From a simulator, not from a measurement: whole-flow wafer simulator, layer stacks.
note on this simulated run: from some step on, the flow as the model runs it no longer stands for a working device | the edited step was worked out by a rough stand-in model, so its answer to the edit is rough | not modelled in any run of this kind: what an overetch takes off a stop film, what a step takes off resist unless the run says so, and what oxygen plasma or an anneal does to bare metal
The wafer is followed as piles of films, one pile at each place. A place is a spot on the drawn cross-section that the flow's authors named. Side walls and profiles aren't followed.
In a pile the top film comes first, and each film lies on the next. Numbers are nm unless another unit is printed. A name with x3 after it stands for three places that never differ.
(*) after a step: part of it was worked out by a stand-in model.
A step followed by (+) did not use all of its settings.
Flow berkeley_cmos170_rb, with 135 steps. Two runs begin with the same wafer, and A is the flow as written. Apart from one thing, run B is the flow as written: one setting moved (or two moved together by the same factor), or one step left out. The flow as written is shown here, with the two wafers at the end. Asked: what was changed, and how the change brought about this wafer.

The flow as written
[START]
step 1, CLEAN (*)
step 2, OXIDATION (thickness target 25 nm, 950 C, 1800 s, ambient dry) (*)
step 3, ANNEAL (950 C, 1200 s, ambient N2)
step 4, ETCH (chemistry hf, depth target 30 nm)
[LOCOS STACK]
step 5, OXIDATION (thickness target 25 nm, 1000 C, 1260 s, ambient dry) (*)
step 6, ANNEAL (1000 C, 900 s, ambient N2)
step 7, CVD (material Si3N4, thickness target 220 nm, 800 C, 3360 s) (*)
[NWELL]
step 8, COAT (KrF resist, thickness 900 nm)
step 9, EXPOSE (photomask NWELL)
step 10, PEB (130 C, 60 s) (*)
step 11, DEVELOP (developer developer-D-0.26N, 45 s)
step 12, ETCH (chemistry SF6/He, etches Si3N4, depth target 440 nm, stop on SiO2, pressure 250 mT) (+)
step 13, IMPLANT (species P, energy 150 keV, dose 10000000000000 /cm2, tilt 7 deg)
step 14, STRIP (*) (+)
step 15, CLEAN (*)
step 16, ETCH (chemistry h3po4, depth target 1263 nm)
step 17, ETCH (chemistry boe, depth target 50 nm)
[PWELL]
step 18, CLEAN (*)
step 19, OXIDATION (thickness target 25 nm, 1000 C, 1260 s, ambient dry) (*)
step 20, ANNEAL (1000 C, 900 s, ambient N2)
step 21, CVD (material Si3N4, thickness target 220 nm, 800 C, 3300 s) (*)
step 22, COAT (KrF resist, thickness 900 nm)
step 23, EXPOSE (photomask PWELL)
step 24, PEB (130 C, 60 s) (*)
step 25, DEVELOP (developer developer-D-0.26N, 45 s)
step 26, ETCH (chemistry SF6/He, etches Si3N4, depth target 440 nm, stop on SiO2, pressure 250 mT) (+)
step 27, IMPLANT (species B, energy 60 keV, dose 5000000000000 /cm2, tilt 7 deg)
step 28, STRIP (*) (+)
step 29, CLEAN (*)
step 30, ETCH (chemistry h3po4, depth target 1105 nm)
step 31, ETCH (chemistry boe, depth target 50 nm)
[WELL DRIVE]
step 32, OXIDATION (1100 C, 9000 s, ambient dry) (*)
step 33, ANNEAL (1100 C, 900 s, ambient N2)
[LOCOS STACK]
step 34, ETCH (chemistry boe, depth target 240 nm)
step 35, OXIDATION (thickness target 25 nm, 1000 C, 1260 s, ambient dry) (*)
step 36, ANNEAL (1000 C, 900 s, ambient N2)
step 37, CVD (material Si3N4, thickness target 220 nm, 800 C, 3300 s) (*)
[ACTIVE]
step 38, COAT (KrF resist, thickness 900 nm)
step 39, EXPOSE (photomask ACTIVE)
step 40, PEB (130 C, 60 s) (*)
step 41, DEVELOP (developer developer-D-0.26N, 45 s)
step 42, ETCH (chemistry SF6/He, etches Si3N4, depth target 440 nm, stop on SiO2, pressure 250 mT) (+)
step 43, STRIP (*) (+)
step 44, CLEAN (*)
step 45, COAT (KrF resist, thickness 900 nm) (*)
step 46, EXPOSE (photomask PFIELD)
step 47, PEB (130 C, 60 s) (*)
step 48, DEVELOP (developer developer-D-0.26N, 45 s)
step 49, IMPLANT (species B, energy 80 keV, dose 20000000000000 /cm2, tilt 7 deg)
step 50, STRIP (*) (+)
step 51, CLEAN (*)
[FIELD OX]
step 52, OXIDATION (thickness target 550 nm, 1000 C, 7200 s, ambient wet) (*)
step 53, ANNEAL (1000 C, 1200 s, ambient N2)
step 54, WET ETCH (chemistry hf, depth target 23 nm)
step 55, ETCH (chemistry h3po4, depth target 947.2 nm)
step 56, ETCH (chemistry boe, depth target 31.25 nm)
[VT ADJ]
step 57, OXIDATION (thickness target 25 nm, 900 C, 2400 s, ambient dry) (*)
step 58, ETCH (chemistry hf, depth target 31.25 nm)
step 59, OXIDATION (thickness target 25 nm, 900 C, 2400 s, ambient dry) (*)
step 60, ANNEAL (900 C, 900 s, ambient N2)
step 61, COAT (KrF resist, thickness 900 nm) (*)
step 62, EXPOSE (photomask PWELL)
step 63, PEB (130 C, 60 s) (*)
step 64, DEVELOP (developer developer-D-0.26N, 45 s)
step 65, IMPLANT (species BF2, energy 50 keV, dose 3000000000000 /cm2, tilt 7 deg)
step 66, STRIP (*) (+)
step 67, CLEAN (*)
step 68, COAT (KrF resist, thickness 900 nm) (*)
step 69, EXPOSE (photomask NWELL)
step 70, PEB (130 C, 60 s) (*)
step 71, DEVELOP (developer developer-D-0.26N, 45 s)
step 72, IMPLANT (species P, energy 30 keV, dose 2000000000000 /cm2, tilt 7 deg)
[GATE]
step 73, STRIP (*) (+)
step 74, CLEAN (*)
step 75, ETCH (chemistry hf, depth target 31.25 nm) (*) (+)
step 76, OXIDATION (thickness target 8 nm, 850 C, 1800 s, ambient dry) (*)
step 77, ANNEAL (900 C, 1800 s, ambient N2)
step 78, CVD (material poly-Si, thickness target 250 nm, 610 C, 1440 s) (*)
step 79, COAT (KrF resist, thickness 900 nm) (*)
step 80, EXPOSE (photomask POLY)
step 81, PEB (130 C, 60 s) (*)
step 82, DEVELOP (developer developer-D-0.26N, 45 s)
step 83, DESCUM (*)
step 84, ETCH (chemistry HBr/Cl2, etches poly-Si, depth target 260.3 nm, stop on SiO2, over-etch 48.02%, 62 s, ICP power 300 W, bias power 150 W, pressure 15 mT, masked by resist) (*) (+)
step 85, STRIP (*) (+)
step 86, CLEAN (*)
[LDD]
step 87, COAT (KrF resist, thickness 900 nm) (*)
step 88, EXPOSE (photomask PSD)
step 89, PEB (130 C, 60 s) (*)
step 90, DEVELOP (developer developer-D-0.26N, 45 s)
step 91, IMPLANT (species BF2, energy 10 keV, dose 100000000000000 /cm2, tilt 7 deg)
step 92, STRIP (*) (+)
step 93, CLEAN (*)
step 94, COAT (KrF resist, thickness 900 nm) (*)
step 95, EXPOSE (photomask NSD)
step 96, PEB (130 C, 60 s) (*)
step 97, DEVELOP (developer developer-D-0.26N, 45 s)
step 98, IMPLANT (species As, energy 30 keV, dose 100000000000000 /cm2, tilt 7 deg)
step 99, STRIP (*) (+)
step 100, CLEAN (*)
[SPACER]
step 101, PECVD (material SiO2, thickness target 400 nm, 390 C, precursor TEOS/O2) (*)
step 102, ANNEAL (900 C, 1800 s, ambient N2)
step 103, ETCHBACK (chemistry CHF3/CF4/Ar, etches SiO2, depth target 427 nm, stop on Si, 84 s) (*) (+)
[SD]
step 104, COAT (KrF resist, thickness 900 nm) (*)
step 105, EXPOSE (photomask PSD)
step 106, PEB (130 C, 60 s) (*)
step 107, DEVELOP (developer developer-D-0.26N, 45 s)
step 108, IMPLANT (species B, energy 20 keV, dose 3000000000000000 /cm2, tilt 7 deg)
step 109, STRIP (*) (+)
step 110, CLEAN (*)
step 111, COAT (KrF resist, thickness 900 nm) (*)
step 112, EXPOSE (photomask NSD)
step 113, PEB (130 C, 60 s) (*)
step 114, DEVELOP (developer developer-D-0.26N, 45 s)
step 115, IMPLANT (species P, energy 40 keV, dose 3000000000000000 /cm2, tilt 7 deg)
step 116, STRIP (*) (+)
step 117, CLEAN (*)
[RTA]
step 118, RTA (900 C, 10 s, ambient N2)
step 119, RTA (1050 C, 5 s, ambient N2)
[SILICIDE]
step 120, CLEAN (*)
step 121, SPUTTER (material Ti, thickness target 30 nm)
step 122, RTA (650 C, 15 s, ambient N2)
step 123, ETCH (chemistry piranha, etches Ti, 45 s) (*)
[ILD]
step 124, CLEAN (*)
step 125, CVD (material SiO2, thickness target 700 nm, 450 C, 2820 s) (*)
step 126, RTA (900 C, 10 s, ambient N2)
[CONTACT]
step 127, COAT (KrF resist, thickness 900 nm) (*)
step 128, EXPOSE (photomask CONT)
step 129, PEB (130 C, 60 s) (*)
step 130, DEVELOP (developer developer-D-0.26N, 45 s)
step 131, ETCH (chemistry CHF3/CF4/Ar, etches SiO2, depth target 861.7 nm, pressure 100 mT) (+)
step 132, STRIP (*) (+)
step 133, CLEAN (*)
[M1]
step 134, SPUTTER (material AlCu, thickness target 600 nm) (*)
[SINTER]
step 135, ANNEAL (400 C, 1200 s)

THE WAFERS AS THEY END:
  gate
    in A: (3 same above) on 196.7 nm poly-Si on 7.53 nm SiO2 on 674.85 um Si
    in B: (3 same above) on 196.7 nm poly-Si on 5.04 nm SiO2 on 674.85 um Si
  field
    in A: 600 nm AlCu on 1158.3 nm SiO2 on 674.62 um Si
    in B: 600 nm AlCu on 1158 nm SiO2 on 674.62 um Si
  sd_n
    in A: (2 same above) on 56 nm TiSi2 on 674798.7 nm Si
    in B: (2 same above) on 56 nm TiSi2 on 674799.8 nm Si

The reason: step 76, OXIDATION: 873 s was run, whereas the flow has 1800 s.

How this came from the change, step by step:
  step 76, OXIDATION (thickness target 8 nm, 850 C, 1800 s, ambient dry) (*)
      sd_n, spacer_n, gate, sd_p, spacer_p, gate_p, contact, m1: A +7.53 SiO2 (new film), -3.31 Si | B +5.04 SiO2 (new film), -2.22 Si
